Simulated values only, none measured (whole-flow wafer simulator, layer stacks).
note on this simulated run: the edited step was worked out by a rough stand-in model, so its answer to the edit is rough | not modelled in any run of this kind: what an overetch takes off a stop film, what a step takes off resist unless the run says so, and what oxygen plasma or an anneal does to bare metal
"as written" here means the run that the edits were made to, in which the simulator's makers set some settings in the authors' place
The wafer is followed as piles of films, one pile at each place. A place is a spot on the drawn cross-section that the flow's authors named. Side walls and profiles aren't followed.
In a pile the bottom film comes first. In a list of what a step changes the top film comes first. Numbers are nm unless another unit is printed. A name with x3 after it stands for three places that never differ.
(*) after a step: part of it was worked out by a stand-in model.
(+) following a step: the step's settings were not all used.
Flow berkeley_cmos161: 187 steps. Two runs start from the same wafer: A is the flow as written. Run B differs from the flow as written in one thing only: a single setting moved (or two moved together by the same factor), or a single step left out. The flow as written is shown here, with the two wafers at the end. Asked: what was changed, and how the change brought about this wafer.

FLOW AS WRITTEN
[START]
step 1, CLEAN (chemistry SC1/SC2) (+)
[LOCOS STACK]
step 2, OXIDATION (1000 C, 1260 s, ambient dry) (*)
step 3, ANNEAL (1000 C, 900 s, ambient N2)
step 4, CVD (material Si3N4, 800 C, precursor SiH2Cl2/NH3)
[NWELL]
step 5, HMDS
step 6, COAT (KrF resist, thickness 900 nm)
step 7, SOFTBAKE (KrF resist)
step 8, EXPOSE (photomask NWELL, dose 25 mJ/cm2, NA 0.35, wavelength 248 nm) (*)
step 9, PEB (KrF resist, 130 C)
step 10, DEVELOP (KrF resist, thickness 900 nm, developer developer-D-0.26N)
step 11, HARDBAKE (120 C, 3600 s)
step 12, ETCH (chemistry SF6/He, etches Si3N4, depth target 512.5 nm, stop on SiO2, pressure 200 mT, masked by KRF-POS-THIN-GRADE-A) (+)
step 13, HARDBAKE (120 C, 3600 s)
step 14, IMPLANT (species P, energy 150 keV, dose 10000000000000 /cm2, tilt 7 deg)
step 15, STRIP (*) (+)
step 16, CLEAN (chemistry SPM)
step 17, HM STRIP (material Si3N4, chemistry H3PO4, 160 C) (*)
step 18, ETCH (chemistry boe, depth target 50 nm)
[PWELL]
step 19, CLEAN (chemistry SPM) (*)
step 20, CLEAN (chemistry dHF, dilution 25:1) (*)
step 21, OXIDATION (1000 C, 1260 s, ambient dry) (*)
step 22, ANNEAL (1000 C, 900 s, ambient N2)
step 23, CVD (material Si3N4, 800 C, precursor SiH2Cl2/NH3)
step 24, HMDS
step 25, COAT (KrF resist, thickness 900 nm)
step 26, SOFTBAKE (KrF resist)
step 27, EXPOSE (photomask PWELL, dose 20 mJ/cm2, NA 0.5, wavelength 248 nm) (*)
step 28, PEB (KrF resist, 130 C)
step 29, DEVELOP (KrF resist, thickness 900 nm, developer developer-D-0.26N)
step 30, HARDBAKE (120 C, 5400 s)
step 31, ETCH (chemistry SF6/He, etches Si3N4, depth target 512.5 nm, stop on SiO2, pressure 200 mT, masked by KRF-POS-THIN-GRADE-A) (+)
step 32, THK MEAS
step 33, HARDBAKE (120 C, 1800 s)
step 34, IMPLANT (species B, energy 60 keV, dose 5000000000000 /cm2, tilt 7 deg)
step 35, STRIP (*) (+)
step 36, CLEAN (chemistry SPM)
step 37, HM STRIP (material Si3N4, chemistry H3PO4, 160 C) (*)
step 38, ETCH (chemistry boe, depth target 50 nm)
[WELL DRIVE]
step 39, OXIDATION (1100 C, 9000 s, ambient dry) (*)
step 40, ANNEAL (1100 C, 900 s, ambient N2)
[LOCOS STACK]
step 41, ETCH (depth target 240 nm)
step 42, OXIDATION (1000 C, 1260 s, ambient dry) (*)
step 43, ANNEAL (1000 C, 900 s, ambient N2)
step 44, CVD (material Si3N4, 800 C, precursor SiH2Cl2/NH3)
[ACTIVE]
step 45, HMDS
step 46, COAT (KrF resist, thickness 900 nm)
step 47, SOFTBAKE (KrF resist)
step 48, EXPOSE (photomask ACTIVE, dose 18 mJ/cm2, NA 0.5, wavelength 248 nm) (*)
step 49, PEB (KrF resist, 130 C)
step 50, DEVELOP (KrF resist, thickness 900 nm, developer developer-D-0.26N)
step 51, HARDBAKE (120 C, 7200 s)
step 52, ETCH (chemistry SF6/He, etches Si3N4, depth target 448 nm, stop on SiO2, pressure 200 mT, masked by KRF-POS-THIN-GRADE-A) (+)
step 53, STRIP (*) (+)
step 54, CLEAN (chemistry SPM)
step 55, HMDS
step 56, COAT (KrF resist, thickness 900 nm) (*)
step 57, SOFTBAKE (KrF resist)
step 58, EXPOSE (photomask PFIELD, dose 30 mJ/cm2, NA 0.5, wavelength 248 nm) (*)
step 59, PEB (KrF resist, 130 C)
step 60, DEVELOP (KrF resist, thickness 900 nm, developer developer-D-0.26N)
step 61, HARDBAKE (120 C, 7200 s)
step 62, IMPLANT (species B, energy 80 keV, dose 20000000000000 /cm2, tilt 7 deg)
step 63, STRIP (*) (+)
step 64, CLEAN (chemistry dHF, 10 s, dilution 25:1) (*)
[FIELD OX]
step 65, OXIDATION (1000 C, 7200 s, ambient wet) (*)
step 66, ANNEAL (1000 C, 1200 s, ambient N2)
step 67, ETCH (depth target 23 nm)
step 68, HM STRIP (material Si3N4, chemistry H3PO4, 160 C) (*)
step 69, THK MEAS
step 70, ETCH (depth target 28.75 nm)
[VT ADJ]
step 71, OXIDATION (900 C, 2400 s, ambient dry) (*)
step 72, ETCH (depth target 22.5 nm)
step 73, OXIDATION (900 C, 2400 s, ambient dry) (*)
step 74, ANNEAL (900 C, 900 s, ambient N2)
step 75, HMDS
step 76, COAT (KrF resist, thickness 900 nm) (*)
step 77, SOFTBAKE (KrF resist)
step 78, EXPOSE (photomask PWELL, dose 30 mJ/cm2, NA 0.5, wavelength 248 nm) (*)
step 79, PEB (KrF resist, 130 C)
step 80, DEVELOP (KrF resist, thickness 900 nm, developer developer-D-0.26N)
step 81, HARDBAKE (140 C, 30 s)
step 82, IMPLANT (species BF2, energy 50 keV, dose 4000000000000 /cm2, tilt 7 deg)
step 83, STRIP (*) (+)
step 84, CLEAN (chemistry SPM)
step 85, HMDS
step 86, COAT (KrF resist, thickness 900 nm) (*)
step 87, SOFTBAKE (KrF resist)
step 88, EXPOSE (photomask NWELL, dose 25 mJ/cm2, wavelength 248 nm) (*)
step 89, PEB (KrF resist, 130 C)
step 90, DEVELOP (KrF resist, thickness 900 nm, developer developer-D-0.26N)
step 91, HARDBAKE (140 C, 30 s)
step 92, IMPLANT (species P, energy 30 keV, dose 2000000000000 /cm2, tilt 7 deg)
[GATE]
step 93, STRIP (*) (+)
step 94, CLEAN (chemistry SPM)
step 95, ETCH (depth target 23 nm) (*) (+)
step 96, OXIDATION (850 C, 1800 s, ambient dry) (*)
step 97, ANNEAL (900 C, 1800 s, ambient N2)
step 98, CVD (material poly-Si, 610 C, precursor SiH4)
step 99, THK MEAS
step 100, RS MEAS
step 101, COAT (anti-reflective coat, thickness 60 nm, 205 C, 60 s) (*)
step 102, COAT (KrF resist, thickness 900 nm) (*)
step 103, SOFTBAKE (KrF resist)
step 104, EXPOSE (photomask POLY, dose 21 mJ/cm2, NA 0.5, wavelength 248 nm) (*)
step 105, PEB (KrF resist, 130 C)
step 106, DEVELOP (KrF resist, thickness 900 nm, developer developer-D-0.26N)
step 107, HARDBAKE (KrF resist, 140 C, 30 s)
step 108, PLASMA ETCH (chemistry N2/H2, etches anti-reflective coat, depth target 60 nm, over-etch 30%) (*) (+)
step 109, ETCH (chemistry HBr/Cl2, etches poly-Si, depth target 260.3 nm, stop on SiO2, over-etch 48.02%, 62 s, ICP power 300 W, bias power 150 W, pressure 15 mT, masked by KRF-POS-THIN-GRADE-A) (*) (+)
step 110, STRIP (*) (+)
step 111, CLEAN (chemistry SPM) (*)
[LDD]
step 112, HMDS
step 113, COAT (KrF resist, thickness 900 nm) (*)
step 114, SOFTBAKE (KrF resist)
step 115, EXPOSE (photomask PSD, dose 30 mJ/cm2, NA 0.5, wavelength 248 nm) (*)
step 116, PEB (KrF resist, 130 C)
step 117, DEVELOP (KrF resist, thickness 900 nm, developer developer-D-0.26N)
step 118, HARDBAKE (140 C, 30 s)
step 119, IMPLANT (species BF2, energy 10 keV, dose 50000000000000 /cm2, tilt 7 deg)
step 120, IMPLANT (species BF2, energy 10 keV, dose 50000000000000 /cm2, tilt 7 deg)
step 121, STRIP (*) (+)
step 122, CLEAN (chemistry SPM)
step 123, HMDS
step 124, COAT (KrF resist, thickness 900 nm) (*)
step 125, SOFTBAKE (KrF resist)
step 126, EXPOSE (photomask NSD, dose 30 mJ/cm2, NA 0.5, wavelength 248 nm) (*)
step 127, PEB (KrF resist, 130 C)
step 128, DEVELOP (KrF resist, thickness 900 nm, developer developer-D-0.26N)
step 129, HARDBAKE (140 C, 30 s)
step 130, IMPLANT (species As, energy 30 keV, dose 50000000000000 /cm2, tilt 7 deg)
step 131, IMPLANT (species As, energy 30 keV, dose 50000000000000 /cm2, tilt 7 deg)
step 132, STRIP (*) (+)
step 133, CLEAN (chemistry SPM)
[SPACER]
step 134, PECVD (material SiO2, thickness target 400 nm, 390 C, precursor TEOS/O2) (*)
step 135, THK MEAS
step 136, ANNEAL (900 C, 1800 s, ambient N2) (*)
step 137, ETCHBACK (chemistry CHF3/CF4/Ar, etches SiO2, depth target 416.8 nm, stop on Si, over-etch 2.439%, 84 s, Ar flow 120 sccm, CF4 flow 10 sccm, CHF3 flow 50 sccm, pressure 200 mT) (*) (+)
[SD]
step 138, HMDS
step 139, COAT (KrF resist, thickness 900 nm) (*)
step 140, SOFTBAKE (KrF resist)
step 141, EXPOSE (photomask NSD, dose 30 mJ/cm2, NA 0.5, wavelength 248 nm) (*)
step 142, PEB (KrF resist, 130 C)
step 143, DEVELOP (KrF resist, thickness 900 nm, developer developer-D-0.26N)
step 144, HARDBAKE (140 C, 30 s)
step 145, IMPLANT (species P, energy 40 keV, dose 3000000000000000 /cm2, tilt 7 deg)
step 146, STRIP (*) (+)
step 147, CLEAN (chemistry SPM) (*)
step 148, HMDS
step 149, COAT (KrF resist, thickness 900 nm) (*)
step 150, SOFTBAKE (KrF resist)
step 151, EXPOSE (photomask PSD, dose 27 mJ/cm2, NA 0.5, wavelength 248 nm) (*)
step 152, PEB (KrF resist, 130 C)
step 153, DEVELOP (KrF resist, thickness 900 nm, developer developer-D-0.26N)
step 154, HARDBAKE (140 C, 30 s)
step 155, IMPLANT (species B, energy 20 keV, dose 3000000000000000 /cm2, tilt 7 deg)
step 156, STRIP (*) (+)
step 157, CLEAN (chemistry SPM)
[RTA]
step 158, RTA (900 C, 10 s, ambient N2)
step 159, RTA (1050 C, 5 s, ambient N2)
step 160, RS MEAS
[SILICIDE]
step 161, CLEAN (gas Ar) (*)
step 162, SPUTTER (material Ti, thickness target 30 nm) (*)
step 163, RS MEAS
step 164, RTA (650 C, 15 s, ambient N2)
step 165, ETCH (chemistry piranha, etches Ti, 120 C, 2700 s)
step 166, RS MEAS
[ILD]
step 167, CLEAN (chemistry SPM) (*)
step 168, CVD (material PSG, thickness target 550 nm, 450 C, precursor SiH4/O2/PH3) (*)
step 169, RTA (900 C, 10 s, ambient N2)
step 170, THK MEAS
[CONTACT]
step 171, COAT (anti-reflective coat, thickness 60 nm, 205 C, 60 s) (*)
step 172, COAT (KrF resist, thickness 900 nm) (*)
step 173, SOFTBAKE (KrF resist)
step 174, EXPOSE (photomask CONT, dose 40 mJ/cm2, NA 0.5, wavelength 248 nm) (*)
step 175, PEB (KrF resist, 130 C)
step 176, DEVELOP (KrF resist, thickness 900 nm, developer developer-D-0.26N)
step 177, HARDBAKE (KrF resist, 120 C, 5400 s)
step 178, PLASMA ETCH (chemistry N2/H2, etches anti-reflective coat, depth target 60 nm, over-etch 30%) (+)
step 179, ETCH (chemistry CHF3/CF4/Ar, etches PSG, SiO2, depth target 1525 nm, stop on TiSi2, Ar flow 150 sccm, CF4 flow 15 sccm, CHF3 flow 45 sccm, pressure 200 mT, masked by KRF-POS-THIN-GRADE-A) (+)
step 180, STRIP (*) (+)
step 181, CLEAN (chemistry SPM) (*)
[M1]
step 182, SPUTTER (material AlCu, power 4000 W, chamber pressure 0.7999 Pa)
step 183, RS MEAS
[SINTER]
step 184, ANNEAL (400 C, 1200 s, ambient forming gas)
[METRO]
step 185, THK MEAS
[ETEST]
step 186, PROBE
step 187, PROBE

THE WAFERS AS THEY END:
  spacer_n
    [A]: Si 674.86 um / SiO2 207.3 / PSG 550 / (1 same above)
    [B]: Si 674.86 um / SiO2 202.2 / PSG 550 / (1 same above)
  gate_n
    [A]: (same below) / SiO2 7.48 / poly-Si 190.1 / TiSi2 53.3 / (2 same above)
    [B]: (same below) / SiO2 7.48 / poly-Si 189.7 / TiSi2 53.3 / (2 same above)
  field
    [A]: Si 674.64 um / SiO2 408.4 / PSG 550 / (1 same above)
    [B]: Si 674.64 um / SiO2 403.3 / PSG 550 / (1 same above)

What caused this: step 137, ETCHBACK: over-etch 3.659% was run, while the flow as written has over-etch 2.439%.

Step by step, how the change led to this:
  step 137, ETCHBACK (chemistry CHF3/CF4/Ar, etches SiO2, depth target 416.8 nm, stop on Si, over-etch 2.439%, 84 s, Ar flow 120 sccm, CF4 flow 10 sccm, CHF3 flow 50 sccm, pressure 200 mT) (*) (+)
      spacer_n, spacer_p: A SiO2 loses 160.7 | B SiO2 loses 165.8
  step 171, COAT (anti-reflective coat, thickness 60 nm, 205 C, 60 s) (*)
      sd_n: A anti-reflective coat gains 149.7 (new film) | B anti-reflective coat gains 145.5 (new film)
      gate_n: A anti-reflective coat gains 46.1 (new film) | B anti-reflective coat gains 44.9 (new film)
      (also at 1 further place)
  step 180, STRIP (*) (+)
      sd_n: A KrF resist loses 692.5 (all of it), anti-reflective coat loses 149.7 (all of it) | B KrF resist loses 693.1 (all of it), anti-reflective coat loses 145.5 (all of it)
      gate_n: A KrF resist loses 589.4 (all of it), anti-reflective coat loses 46.1 (all of it) | B KrF resist loses 586.8 (all of it), anti-reflective coat loses 44.9 (all of it)
      (also at 1 further place)
